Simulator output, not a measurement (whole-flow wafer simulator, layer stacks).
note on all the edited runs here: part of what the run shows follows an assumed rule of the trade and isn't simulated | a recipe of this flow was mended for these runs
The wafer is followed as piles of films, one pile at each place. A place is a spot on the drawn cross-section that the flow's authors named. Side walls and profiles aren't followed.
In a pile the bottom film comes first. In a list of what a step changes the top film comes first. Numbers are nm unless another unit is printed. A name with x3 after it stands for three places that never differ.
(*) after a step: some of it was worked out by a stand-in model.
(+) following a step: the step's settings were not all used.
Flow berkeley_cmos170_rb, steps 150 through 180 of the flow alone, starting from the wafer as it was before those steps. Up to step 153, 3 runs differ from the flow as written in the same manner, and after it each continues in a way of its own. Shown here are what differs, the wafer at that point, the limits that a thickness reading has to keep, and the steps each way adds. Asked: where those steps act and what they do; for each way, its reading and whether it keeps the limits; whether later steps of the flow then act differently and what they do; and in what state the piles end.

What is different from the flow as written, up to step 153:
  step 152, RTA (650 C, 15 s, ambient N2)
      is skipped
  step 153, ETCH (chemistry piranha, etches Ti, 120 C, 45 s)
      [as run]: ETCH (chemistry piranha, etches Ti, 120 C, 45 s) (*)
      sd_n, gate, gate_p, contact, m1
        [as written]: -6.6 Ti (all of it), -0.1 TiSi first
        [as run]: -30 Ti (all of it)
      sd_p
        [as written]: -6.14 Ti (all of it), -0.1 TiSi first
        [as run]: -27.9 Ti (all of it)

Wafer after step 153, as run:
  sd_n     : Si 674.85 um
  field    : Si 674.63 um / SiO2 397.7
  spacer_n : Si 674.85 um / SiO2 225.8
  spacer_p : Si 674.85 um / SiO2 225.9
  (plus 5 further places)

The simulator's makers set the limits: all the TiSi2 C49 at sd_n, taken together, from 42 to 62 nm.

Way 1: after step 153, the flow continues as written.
  Reading after step 153: 0 nm, not within the limits.
  Steps further on in the flow that do not act as written (not shown: 11 more steps that differ only slightly, by at most 2% or 0.5 nm, whichever is larger):
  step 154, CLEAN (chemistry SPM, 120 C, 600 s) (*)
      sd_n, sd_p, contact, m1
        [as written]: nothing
        [this way]: +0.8 chemical SiO2 (new film), -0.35 Si
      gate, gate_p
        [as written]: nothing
        [this way]: +0.8 chemical SiO2 (new film), -0.35 poly-Si
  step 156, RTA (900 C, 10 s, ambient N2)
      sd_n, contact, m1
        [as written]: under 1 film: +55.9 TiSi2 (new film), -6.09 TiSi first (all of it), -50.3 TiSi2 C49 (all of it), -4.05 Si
        [this way]: nothing
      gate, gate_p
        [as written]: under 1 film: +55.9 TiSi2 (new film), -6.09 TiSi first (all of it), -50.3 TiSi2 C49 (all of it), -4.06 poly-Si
        [this way]: nothing
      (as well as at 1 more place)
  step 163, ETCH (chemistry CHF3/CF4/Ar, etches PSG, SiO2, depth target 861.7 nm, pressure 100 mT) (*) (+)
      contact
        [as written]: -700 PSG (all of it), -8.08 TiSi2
        [this way]: -700 PSG (all of it), -0.8 chemical SiO2 (all of it), -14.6 Si
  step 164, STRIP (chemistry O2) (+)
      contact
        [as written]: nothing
        [this way]: +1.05 chemical SiO2 (new film), -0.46 Si
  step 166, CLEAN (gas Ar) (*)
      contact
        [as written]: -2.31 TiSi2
        [this way]: -1.05 chemical SiO2 (all of it)
  The piles end different from the flow's at sd_n, gate, sd_p, gate_p, contact, m1 by more than 2% or 0.5 nm, whichever is larger.
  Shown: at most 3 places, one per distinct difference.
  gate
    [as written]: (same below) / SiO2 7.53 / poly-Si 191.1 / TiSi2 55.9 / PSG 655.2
    [this way]: (same below) / SiO2 7.53 / poly-Si 244 / chemical SiO2 0.8 / PSG 655.2
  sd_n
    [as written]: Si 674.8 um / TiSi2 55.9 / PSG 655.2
    [this way]: Si 674.85 um / chemical SiO2 0.8 / PSG 655.2
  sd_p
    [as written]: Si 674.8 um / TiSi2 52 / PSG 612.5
    [this way]: Si 674.85 um / chemical SiO2 0.8 / PSG 611.1

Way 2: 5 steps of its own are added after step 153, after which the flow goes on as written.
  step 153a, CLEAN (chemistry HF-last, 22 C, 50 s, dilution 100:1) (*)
      spacer_n, spacer_p
        -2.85 SiO2
      field
        -2.18 SiO2
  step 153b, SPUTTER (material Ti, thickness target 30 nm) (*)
      field, sd_n, spacer_n, gate, spacer_p, gate_p, contact, m1
        +30 Ti (new film)
      sd_p
        +28 Ti (new film)
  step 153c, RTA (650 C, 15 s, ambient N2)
      sd_n, contact, m1
        -23.4 Ti, +6.2 TiSi first (new film), +50.3 TiSi2 C49 (new film), -49 Si
      gate, gate_p
        -23.4 Ti, +6.2 TiSi first (new film), +50.3 TiSi2 C49 (new film), -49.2 poly-Si
      sd_p
        -21.8 Ti, +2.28 TiSi first (new film), +52.1 TiSi2 C49 (new film), -48 Si
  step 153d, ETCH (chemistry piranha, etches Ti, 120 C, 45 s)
      sd_n, gate, gate_p, contact, m1
        -6.6 Ti (all of it), -0.1 TiSi first
      field, spacer_n, spacer_p
        -30 Ti (all of it)
      sd_p
        -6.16 Ti (all of it), -0.1 TiSi first
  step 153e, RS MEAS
      does not change any film at any place that is followed
  Reading after step 153e: 50.3 nm, inside the limits.
  None of the later steps of the flow differs from how it acts as written, at any place that is followed, by more than 2% or 0.5 nm, whichever is larger.
  The piles end only slightly different from the flow's at the places that both follow, by no more than 2% or 0.5 nm, whichever is larger.

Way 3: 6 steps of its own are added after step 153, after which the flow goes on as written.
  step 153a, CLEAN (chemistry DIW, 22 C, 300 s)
      does not change any film at any place that is followed
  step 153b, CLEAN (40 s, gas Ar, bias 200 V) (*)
      field, spacer_n, spacer_p
        -5 SiO2
      gate, gate_p
        -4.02 poly-Si
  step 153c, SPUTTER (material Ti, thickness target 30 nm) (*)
      field, sd_n, spacer_n, gate, spacer_p, gate_p, contact, m1
        +30 Ti (new film)
      sd_p
        +28 Ti (new film)
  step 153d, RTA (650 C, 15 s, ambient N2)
      sd_n, contact, m1
        -23.4 Ti, +6.2 TiSi first (new film), +50.3 TiSi2 C49 (new film), -49 Si
      gate, gate_p
        -23.4 Ti, +6.2 TiSi first (new film), +50.3 TiSi2 C49 (new film), -49.2 poly-Si
      sd_p
        -21.8 Ti, +2.28 TiSi first (new film), +52.1 TiSi2 C49 (new film), -48 Si
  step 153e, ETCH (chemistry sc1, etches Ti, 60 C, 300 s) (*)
      sd_n, gate, gate_p, contact, m1
        -6.6 Ti (all of it), -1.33 TiSi first
      field, spacer_n, spacer_p
        -30 Ti (all of it), -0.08 SiO2
      sd_p
        -6.16 Ti (all of it), -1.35 TiSi first
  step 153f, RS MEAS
      does not change any film at any place that is followed
  Reading after step 153f: 50.3 nm, inside the limits.
  Steps further on in the flow that do not act as written (not shown: 12 more steps that differ only slightly, by at most 2% or 0.5 nm, whichever is larger):
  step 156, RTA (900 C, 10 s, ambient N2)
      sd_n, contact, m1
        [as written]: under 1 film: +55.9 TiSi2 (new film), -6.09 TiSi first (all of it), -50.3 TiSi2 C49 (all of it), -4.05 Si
        [this way]: under 1 film: +54.2 TiSi2 (new film), -4.87 TiSi first (all of it), -50.3 TiSi2 C49 (all of it), -3.23 Si
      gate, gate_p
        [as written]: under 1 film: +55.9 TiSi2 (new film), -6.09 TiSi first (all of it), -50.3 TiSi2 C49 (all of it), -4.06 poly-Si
        [this way]: under 1 film: +54.2 TiSi2 (new film), -4.87 TiSi first (all of it), -50.3 TiSi2 C49 (all of it), -3.24 poly-Si
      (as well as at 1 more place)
  The piles end different from the flow's at sd_n, spacer_n, gate, sd_p, spacer_p, gate_p, contact, m1 by more than 2% or 0.5 nm, whichever is larger.
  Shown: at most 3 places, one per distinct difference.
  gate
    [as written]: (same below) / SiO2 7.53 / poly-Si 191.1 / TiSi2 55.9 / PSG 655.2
    [this way]: (same below) / SiO2 7.53 / poly-Si 187.9 / TiSi2 54.2 / PSG 655.2
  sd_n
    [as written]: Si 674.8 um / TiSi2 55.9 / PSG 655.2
    [this way]: Si 674.8 um / TiSi2 54.2 / PSG 655.2
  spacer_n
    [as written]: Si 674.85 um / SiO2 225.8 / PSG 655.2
    [this way]: Si 674.85 um / SiO2 220.7 / PSG 655.2

Inside the limits: way 2, way 3. Outside the limits: way 1.
